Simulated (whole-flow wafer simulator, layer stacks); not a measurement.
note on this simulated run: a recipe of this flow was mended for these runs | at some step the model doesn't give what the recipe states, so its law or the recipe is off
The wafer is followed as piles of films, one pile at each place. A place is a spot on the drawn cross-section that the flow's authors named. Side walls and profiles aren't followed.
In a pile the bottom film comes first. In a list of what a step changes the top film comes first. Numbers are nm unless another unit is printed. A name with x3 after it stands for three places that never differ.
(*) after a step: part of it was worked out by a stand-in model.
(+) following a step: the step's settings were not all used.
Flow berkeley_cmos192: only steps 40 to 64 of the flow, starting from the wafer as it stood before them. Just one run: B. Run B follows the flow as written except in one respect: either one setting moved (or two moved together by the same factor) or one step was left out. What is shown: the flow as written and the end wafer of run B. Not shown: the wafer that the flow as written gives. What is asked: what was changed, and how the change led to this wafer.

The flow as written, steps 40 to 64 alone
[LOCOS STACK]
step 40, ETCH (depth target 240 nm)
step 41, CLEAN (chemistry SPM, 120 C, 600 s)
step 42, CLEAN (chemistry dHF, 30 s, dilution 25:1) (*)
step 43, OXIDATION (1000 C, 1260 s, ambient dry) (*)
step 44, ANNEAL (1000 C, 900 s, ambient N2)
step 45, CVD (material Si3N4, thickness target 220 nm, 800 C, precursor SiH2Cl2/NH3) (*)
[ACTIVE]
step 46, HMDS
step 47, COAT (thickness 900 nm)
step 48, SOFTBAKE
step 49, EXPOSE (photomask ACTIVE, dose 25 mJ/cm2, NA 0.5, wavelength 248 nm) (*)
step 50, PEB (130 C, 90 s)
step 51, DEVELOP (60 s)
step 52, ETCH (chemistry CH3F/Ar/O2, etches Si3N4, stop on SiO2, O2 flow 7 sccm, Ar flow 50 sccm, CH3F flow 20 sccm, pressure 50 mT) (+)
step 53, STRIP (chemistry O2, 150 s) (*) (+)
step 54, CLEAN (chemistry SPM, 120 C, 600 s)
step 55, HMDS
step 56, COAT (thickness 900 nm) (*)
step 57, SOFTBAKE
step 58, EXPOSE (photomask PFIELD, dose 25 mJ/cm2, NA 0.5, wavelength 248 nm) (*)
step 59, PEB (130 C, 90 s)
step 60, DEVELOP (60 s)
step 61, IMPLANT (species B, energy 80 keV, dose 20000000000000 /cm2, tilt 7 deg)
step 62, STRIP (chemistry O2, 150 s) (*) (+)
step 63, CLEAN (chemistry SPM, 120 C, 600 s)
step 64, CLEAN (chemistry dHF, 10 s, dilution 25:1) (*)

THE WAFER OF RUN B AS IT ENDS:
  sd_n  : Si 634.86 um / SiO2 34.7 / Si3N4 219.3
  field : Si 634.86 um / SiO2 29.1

The reason: step 43, OXIDATION: 1031 C was run, though the flow has 1000 C.

Step by step, how the change led to this:
  step 43, OXIDATION (1000 C, 1260 s, ambient dry) (*)
      field, sd_n, spacer_n and 6 more: SiO2 gains 34.7 (new film), Si loses 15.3 (as written it would have been: SiO2 gains 26.6 (new film), Si loses 11.7)
